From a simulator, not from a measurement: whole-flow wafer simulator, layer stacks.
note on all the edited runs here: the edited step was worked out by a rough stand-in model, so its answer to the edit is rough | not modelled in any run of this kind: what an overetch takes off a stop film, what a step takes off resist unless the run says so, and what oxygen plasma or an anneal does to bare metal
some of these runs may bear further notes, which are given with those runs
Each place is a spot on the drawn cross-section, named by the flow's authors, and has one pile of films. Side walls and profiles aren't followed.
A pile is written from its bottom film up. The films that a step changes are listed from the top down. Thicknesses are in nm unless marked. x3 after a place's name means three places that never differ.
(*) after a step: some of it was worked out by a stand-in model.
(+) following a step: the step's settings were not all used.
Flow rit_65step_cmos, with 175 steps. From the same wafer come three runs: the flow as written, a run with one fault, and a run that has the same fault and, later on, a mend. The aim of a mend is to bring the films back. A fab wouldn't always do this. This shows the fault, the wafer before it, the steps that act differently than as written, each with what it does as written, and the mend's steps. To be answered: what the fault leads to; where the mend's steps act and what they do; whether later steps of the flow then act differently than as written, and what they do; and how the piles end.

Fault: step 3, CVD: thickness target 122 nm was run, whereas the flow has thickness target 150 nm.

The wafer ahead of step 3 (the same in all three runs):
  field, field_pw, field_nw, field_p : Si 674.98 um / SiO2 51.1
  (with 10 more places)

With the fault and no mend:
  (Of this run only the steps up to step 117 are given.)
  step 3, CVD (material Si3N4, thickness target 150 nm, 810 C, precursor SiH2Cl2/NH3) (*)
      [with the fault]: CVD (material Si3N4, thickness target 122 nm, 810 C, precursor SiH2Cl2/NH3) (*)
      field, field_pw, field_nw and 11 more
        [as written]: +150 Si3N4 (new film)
        [with the fault]: +122 Si3N4 (new film)
  Steps later in the flow that act otherwise than as written (37 more steps, not shown, differ only slightly: by at most 2% or 0.5 nm, whichever is larger):
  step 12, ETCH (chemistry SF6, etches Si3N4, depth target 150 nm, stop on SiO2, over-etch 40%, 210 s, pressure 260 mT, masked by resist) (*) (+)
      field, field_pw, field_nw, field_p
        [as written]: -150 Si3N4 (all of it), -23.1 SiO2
        [with the fault]: -122 Si3N4 (all of it), -33.8 SiO2
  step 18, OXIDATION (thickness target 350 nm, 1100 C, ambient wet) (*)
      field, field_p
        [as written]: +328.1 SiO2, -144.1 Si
        [with the fault]: +336.6 SiO2, -147.8 Si
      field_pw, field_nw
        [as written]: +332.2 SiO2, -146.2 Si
        [with the fault]: +340.3 SiO2, -149.7 Si
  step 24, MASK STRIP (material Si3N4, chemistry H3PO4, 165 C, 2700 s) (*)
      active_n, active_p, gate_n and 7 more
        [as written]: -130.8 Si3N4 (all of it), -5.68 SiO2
        [with the fault]: -102.8 Si3N4 (all of it), -6.75 SiO2
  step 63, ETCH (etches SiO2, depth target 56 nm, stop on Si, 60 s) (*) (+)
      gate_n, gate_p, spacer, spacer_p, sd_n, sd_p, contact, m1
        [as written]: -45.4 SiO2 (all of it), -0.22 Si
        [with the fault]: -44.4 SiO2 (all of it), -0.24 Si
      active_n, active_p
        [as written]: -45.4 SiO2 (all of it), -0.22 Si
        [with the fault]: -44.3 SiO2 (all of it), -0.24 Si
  The piles after step 117 are only slightly different from the flow's at the places that both follow, by no more than 2% or 0.5 nm, whichever is larger.

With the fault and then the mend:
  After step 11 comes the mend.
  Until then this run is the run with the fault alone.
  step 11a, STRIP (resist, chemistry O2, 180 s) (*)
      active_n, active_p, gate_n and 7 more
        -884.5 resist (all of it)
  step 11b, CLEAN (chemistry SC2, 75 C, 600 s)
      does not change any film at any place that is followed
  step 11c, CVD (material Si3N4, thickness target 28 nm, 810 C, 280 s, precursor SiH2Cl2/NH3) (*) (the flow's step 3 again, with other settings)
      field, field_pw, field_nw and 11 more
        +28 Si3N4
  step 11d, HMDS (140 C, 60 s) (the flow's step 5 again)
      does not change any film at any place that is followed
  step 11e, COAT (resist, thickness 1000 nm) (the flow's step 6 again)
      field, field_pw, field_nw and 11 more
        +1000 resist (new film)
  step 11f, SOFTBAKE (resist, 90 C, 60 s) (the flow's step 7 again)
      does not change any film at any place that is followed
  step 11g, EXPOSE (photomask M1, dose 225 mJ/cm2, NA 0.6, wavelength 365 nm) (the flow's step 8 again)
      does not change any film at any place that is followed
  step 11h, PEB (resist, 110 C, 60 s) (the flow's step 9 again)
      field, field_pw, field_nw and 11 more
        -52 resist
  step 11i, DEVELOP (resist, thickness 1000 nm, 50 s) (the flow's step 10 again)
      field, field_pw, field_nw, field_p
        -948 resist (all of it)
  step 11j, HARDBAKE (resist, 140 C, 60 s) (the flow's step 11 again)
      active_n, active_p, gate_n and 7 more
        -63.5 resist
  Later steps of the flow that are run all act as written at every place that is followed.
  The piles end the same as the flow's at every place that both follow.
